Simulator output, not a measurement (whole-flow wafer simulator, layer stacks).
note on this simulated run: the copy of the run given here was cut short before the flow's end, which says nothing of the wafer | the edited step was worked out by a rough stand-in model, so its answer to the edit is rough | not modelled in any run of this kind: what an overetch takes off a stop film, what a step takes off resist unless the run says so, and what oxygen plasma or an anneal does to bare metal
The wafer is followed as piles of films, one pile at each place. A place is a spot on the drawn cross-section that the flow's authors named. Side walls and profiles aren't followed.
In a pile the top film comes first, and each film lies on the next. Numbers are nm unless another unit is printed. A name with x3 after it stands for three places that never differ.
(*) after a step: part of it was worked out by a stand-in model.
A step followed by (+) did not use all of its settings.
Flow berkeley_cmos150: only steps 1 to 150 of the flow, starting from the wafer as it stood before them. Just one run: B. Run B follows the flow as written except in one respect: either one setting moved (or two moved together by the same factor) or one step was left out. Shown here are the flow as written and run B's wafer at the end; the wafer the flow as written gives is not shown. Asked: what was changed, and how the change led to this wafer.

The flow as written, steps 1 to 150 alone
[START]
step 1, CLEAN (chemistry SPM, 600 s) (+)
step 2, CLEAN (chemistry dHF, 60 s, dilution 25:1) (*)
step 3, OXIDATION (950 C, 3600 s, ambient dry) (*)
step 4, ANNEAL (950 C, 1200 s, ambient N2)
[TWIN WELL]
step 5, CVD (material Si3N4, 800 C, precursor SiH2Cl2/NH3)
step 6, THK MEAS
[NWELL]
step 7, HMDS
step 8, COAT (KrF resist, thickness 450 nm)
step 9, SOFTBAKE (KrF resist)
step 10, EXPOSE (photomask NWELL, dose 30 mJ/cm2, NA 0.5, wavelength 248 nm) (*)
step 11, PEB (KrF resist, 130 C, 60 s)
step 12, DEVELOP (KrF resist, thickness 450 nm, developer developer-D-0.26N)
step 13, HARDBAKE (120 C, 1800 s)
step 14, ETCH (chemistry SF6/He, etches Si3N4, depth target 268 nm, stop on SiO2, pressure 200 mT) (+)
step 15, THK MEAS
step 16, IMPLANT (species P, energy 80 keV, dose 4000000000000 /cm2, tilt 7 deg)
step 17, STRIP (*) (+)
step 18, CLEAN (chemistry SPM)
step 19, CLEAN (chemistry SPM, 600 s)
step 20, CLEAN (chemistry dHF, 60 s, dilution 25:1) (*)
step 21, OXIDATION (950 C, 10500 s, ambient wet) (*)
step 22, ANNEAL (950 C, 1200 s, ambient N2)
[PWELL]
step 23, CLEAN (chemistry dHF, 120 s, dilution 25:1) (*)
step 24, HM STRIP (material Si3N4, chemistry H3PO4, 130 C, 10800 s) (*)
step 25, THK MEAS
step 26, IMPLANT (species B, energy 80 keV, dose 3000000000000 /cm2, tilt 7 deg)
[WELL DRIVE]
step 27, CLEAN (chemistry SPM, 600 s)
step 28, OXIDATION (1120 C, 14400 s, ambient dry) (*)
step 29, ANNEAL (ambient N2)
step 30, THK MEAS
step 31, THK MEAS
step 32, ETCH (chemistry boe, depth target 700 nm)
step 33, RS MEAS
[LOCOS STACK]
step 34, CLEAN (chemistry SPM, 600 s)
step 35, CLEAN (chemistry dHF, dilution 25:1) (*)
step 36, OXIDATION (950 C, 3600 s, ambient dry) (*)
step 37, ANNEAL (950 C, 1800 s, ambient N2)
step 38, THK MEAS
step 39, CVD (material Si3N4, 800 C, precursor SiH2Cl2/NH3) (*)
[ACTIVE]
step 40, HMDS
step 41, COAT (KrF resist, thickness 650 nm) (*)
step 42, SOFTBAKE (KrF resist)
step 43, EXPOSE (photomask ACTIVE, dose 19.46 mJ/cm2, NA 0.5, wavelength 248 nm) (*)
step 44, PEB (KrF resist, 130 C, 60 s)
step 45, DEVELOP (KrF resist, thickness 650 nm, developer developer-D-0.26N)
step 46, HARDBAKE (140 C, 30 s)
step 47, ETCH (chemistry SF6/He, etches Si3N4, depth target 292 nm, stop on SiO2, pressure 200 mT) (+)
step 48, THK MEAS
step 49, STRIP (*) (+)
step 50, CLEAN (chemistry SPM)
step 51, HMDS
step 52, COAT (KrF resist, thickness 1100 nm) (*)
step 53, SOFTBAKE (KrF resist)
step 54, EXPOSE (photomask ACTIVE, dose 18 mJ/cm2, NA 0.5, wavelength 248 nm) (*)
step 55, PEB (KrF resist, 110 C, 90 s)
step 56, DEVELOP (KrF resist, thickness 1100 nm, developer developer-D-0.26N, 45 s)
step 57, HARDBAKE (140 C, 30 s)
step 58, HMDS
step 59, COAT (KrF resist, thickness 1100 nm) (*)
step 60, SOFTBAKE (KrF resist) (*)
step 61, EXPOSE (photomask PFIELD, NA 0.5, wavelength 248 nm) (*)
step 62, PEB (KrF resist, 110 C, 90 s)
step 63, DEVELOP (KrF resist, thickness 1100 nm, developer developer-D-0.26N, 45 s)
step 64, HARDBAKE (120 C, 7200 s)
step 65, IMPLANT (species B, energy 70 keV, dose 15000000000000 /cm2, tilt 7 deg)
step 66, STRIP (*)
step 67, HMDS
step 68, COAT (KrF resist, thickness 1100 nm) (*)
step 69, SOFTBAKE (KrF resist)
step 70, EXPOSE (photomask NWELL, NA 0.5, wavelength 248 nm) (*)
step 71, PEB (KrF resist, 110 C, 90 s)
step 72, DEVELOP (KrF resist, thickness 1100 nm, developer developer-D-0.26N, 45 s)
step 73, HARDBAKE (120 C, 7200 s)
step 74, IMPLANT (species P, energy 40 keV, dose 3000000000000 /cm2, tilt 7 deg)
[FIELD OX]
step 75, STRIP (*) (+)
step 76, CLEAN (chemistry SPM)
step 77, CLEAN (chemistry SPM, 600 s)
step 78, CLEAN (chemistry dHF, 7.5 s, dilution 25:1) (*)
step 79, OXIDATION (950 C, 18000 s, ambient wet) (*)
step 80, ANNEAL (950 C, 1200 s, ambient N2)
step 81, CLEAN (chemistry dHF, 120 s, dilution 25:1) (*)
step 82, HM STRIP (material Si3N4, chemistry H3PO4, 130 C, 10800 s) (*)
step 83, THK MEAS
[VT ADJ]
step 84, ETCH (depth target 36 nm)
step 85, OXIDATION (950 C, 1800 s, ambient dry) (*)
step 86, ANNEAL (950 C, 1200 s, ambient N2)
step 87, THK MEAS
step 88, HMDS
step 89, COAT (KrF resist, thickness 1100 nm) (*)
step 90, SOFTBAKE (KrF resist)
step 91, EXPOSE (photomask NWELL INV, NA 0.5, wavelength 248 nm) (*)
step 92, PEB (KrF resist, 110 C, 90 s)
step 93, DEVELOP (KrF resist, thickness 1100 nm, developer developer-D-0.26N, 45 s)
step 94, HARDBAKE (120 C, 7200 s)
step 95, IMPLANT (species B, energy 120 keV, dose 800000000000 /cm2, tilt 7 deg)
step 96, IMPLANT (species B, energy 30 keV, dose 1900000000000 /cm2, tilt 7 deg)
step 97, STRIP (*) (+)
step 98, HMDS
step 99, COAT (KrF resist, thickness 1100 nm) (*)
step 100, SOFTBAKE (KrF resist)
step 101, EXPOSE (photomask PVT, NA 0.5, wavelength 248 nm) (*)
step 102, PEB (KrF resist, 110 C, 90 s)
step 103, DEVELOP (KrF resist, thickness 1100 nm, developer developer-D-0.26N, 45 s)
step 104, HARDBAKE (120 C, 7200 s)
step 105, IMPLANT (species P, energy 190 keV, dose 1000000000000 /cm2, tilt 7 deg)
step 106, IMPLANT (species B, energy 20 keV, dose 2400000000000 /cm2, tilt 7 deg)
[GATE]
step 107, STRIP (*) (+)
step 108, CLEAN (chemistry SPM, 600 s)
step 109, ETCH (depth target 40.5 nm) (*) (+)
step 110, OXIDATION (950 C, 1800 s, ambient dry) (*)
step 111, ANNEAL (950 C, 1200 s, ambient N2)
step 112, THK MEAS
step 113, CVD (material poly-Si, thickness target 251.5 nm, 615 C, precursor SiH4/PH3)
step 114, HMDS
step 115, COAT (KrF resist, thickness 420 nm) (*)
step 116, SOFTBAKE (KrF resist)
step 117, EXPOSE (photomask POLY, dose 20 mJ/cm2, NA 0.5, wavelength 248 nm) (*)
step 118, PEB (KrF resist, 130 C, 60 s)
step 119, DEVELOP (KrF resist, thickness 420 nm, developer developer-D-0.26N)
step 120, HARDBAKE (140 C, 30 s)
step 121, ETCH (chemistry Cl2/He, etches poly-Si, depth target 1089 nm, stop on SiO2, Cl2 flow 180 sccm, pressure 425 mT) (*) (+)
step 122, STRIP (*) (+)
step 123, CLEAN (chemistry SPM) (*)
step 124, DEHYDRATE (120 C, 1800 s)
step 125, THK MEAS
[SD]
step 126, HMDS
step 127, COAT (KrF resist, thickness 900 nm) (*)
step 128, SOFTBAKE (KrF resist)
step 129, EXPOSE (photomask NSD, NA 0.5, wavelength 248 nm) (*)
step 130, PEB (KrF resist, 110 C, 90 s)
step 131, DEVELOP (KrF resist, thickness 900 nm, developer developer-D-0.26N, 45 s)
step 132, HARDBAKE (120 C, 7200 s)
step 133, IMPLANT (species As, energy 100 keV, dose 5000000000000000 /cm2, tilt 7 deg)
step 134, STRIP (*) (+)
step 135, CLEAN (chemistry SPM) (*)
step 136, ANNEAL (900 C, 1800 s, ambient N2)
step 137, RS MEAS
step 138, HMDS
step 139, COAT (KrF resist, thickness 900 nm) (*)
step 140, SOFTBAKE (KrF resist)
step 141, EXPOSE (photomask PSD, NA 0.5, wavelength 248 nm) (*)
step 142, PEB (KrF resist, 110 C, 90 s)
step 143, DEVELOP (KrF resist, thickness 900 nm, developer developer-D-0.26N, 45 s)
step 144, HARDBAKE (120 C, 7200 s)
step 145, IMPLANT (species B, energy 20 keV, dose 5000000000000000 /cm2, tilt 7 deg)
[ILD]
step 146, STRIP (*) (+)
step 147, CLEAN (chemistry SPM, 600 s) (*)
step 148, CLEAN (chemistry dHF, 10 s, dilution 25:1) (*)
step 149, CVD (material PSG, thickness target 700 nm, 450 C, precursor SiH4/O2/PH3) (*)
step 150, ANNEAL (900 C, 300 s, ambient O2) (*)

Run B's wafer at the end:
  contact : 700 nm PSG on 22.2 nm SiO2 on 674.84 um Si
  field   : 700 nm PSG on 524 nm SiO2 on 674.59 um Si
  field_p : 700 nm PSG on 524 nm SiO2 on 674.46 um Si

The reason: step 110, OXIDATION: 2880 s was run, though the flow has 1800 s.

Step by step, how the change led to this:
  step 110, OXIDATION (950 C, 1800 s, ambient dry) (*)
      sd_n, gate_n, sd_p, gate_p, contact, m1: +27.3 SiO2 (new film), -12 Si (in the flow as written it would be: +20.4 SiO2 (new film), -8.98 Si)
      field, field_p: +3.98 SiO2, -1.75 Si (in the flow as written it would be: +2.49 SiO2, -1.09 Si)
